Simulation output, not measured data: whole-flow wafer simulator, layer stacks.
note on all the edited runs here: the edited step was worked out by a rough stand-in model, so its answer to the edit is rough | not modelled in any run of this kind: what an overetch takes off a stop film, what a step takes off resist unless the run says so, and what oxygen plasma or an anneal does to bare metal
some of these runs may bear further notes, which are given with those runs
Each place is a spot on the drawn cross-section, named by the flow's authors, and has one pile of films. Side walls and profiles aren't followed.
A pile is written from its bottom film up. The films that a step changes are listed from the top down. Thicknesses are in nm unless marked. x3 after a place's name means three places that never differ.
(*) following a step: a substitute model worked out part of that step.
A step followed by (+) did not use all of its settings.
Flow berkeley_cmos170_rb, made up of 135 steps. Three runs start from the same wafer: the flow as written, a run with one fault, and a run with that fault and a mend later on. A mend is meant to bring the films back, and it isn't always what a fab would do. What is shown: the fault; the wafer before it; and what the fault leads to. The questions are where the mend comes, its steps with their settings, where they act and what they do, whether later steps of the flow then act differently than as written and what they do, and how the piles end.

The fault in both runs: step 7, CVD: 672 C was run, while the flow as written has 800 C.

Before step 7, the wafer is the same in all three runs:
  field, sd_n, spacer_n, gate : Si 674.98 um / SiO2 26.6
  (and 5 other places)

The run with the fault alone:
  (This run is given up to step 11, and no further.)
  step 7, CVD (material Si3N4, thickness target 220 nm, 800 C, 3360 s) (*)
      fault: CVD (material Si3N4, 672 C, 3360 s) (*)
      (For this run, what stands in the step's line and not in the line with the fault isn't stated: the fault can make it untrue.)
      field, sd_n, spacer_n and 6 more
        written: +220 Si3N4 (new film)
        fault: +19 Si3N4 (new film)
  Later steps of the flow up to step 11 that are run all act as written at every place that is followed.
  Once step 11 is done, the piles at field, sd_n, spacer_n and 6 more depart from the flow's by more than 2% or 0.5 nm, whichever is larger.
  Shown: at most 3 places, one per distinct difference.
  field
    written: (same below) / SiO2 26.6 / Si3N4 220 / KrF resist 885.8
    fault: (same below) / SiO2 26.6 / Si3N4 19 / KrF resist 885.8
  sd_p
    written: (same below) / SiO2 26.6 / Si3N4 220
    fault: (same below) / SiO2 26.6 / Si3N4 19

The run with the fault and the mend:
  The mend stands after step 11.
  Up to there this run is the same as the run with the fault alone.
  step 11a, STRIP (*) (+)
      field, sd_n, spacer_n, gate, contact, m1
        -885.8 KrF resist (all of it)
  step 11b, CLEAN (*) (the flow's step 1, run once more)
      does not change any film at any place that is followed
  step 11c, CVD (material Si3N4, thickness target 201 nm, 800 C, 3070 s) (*) (the flow's step 7, run once more with other settings)
      field, sd_n, spacer_n and 6 more
        +201 Si3N4
  step 11d, COAT (KrF resist, thickness 900 nm) (the flow's step 8, run once more)
      field, sd_n, spacer_n and 6 more
        +900 KrF resist (new film)
  step 11e, EXPOSE (photomask NWELL) (the flow's step 9, run once more)
      does not change any film at any place that is followed
  step 11f, PEB (130 C, 60 s) (*) (the flow's step 10, run once more)
      does not change any film at any place that is followed
  step 11g, DEVELOP (developer developer-D-0.26N, 45 s) (the flow's step 11, run once more)
      field, sd_n, spacer_n, gate, contact, m1
        -14.2 KrF resist
      sd_p, spacer_p, gate_p
        -900 KrF resist (all of it)
  Later steps of the flow that are run all act as written at every place that is followed.
  The piles end the same as the flow's at every place that both follow.
